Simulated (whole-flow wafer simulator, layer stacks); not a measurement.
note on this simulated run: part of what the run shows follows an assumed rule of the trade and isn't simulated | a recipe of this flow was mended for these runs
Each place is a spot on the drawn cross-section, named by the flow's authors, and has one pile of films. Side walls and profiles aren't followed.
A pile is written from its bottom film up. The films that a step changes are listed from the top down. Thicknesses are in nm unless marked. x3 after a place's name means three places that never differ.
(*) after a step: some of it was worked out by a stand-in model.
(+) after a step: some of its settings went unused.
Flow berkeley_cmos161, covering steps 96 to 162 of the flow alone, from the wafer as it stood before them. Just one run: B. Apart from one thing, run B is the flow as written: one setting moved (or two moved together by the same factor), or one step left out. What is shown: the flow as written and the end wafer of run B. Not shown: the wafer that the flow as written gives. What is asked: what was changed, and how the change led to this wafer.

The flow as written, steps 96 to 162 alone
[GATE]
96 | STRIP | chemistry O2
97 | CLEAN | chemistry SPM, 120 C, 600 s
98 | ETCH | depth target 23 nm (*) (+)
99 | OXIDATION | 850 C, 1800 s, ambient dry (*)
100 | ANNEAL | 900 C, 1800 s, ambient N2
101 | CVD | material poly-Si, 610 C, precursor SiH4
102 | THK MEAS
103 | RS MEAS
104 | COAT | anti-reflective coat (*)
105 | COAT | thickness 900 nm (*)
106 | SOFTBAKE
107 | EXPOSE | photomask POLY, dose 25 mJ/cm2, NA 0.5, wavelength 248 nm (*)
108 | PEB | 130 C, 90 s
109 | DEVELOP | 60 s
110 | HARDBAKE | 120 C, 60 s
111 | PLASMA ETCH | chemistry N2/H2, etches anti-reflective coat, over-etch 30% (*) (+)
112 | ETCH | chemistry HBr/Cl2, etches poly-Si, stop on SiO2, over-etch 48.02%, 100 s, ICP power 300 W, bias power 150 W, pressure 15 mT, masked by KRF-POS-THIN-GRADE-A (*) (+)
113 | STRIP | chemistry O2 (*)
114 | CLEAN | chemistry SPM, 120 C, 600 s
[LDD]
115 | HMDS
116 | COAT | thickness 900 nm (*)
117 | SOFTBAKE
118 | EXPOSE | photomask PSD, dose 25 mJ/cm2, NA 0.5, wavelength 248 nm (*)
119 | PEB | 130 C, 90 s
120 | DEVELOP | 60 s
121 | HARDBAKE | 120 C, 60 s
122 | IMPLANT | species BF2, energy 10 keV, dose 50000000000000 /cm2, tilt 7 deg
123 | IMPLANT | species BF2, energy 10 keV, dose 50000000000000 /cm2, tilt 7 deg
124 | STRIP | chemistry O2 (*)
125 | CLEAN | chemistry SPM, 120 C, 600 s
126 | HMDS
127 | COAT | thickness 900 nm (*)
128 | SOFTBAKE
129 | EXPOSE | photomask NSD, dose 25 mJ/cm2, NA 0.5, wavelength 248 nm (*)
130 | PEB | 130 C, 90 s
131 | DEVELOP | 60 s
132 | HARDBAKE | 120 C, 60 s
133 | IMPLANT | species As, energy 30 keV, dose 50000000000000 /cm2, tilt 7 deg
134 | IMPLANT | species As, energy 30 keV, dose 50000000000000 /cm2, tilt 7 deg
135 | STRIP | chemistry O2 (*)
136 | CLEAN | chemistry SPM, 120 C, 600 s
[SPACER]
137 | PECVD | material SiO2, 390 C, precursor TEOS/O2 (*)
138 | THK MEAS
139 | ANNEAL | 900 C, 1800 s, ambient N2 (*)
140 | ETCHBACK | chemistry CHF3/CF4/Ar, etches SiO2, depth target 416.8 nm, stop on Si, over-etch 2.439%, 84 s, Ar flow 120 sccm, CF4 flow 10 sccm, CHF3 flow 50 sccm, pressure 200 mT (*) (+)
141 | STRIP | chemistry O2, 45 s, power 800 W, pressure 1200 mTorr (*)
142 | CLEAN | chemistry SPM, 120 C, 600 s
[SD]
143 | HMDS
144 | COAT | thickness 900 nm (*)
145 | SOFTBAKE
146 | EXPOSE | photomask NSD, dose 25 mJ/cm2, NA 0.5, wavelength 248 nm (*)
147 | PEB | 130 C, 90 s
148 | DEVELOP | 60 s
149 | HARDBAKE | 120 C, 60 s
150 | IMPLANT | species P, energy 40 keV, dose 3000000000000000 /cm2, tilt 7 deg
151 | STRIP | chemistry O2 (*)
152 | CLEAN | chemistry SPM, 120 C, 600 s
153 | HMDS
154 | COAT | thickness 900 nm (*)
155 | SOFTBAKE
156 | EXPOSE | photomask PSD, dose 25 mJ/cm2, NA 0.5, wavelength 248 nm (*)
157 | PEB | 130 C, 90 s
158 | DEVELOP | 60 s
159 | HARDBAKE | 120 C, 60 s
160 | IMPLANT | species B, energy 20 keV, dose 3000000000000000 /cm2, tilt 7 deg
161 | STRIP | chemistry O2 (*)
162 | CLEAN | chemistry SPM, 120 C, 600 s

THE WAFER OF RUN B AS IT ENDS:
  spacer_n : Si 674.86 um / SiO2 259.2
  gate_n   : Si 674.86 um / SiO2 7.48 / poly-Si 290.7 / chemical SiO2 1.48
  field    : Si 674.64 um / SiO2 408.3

Cause: step 101, CVD: 619 C was run, though the flow has 610 C.

Step by step, how the change led to this:
  101 | CVD | material poly-Si, 610 C, precursor SiH4
      field, sd_n, spacer_n and 6 more: +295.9 poly-Si (new film) (in the flow as written it would be: +249.5 poly-Si (new film))
  104 | COAT | anti-reflective coat (*)
      contact: +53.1 anti-reflective coat (new film) (in the flow as written it would be: +51.6 anti-reflective coat (new film))
  111 | PLASMA ETCH | chemistry N2/H2, etches anti-reflective coat, over-etch 30% (*) (+)
      contact: -53.1 anti-reflective coat (all of it), -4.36 poly-Si (in the flow as written it would be: -51.6 anti-reflective coat (all of it), -4.3 poly-Si)
  112 | ETCH | chemistry HBr/Cl2, etches poly-Si, stop on SiO2, over-etch 48.02%, 100 s, ICP power 300 W, bias power 150 W, pressure 15 mT, masked by KRF-POS-THIN-GRADE-A (*) (+)
      field: -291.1 poly-Si (all of it), -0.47 SiO2 (in the flow as written it would be: -244.8 poly-Si (all of it), -1.82 SiO2)
      sd_n: -294.6 poly-Si (all of it), -0.45 SiO2 (in the flow as written it would be: -248.2 poly-Si (all of it), -1.56 SiO2)
      (and at 5 other places as well)
  116 | COAT | thickness 900 nm (*)
      gate_n: +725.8 KrF-resist (new film) (in the flow as written it would be: +763 KrF-resist (new film))
      gate_p: +721.6 KrF-resist (new film) (in the flow as written it would be: +758.8 KrF-resist (new film))
  120 | DEVELOP | 60 s
      gate_p: -720 KrF-resist (all of it) (in the flow as written it would be: -757 KrF-resist (all of it))
  121 | HARDBAKE | 120 C, 60 s
      gate_n: -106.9 KrF-resist (in the flow as written it would be: -112.5 KrF-resist)
  124 | STRIP | chemistry O2 (*)
      gate_n: -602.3 KrF-resist (all of it), +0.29 chemical SiO2, -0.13 poly-Si (in the flow as written it would be: -633.8 KrF-resist (all of it), +0.29 chemical SiO2, -0.13 poly-Si)
  127 | COAT | thickness 900 nm (*)
      gate_n: +725.7 KrF-resist (new film) (in the flow as written it would be: +762.9 KrF-resist (new film))
      gate_p: +721.4 KrF-resist (new film) (in the flow as written it would be: +758.5 KrF-resist (new film))
  131 | DEVELOP | 60 s
      gate_n: -724 KrF-resist (all of it) (in the flow as written it would be: -761.2 KrF-resist (all of it))
  132 | HARDBAKE | 120 C, 60 s
      gate_p: -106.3 KrF-resist (in the flow as written it would be: -111.8 KrF-resist)
  135 | STRIP | chemistry O2 (*)
      gate_p: -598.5 KrF-resist (all of it), +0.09 chemical SiO2 (in the flow as written it would be: -630 KrF-resist (all of it), +0.09 chemical SiO2, -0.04 poly-Si)
  140 | ETCHBACK | chemistry CHF3/CF4/Ar, etches SiO2, depth target 416.8 nm, stop on Si, over-etch 2.439%, 84 s, Ar flow 120 sccm, CF4 flow 10 sccm, CHF3 flow 50 sccm, pressure 200 mT (*) (+)
      spacer_n, spacer_p: -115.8 SiO2 (in the flow as written it would be: -160.9 SiO2)
  144 | COAT | thickness 900 nm (*)
      spacer_n: +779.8 KrF-resist (new film) (in the flow as written it would be: +813 KrF-resist (new film))
      gate_n: +744.5 KrF-resist (new film) (in the flow as written it would be: +776.7 KrF-resist (new film))
      (and at 2 other places as well)
  148 | DEVELOP | 60 s
      spacer_n: -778 KrF-resist (all of it) (in the flow as written it would be: -811.1 KrF-resist (all of it))
      gate_n: -742.8 KrF-resist (all of it) (in the flow as written it would be: -774.9 KrF-resist (all of it))
  149 | HARDBAKE | 120 C, 60 s
      spacer_p: -114 KrF-resist (in the flow as written it would be: -118.9 KrF-resist)
      gate_p: -108.7 KrF-resist (in the flow as written it would be: -113.5 KrF-resist)
  ... 4 further steps ...
  161 | STRIP | chemistry O2 (*)
      gate_n: -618 KrF-resist (all of it), +0.08 chemical SiO2 (in the flow as written it would be: -645.4 KrF-resist (all of it), +0.08 chemical SiO2, -0.04 poly-Si)
      spacer_n: -648.1 KrF-resist (all of it) (in the flow as written it would be: -676.4 KrF-resist (all of it))
